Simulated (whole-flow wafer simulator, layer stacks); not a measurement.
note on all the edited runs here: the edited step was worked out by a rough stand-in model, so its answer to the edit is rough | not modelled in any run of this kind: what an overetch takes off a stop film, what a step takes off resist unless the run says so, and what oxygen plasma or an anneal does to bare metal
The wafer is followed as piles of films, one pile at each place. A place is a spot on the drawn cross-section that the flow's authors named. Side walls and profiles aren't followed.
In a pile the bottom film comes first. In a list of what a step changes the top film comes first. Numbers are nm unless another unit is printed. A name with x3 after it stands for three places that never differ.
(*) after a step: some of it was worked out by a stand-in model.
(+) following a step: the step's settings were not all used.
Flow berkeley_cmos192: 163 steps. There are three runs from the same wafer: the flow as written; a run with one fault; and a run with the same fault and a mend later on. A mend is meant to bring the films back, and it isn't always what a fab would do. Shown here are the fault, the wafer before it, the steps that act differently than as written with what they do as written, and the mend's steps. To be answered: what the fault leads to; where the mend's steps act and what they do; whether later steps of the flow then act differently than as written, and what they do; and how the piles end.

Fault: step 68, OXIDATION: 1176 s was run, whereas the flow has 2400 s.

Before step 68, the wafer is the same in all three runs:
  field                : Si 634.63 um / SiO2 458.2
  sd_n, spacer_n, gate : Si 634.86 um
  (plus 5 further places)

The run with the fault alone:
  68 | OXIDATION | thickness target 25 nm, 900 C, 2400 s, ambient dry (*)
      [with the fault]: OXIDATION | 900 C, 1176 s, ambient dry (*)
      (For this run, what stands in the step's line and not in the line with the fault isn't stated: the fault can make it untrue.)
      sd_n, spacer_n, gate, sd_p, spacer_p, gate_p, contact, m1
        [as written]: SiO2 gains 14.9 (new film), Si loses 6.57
        [with the fault]: SiO2 gains 9.55 (new film), Si loses 4.2
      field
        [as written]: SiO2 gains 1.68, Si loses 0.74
        [with the fault]: SiO2 gains 0.82, Si loses 0.36
  Steps further on in the flow that do not act as written (37 more steps, not shown, differ only slightly: by at most 2% or 0.5 nm, whichever is larger):
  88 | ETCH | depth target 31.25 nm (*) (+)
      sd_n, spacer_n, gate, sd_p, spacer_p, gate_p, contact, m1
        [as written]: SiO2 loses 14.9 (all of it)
        [with the fault]: SiO2 loses 9.55 (all of it)
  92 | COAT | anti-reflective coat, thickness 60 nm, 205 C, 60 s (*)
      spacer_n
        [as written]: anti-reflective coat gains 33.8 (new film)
        [with the fault]: anti-reflective coat gains 34.6 (new film)
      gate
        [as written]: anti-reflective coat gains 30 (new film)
        [with the fault]: anti-reflective coat gains 30.8 (new film)
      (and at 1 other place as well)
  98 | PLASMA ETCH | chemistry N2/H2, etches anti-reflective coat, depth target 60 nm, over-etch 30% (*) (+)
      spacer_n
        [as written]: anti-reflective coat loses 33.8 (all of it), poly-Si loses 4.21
        [with the fault]: anti-reflective coat loses 34.6 (all of it), poly-Si loses 4.14
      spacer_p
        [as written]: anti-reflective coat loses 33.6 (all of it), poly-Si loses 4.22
        [with the fault]: anti-reflective coat loses 34.3 (all of it), poly-Si loses 4.15
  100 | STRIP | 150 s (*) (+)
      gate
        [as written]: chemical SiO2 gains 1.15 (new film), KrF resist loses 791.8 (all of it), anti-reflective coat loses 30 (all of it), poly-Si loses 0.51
        [with the fault]: chemical SiO2 gains 1.15 (new film), KrF resist loses 789.7 (all of it), anti-reflective coat loses 30.8 (all of it), poly-Si loses 0.51
  At the end the piles are close to the flow's at the places that both follow, differing by at most 2% or 0.5 nm, whichever is larger.

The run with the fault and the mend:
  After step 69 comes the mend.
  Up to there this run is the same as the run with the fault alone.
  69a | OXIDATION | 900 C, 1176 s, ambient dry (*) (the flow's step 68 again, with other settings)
      sd_n, spacer_n, gate, sd_p, spacer_p, gate_p, contact, m1
        SiO2 gains 5.4, Si loses 2.38
      field
        SiO2 gains 0.82, Si loses 0.36
  Every later step of the flow that is run acts as written, at every place that is followed, to within 2% or 0.5 nm, whichever is larger.
  At the end the piles are close to the flow's at the places that both follow, differing by at most 2% or 0.5 nm, whichever is larger.
